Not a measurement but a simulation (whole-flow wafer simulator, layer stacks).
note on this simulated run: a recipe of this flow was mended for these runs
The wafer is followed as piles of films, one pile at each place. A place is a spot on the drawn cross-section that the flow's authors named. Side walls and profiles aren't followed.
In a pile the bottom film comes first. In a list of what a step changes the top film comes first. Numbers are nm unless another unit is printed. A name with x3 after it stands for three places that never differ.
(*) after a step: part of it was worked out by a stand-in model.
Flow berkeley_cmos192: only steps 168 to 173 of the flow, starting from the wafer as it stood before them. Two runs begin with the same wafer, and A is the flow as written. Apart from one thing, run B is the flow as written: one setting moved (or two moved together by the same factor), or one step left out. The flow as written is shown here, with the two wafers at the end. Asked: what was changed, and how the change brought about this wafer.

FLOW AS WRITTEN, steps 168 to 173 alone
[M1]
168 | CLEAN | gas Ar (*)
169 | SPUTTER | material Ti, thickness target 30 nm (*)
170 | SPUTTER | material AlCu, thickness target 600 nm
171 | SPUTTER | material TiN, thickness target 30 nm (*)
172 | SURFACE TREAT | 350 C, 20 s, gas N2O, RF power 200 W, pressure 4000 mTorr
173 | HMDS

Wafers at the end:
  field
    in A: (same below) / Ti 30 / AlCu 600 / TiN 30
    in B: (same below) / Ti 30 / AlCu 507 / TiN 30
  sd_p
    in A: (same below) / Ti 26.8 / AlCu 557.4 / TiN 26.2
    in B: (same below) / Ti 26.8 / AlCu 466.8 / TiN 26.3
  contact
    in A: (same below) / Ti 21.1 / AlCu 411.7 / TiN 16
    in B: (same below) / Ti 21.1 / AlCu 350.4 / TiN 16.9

What caused this: step 170, SPUTTER: thickness target 507 nm was run, though the flow has thickness target 600 nm.
The wafer lets one read it off: field has AlCu 507, and step 170 as written asks for 600 nm.

The path from the change to this, step by step:
  170 | SPUTTER | material AlCu, thickness target 600 nm
      field, sd_n, spacer_n, gate, spacer_p, gate_p, m1: A +600 AlCu (new film) | B +507 AlCu (new film)
      sd_p: A +557.4 AlCu (new film) | B +466.8 AlCu (new film)
      (also at 1 further place)
  171 | SPUTTER | material TiN, thickness target 30 nm (*)
      contact: A +16 TiN (new film) | B +16.9 TiN (new film)
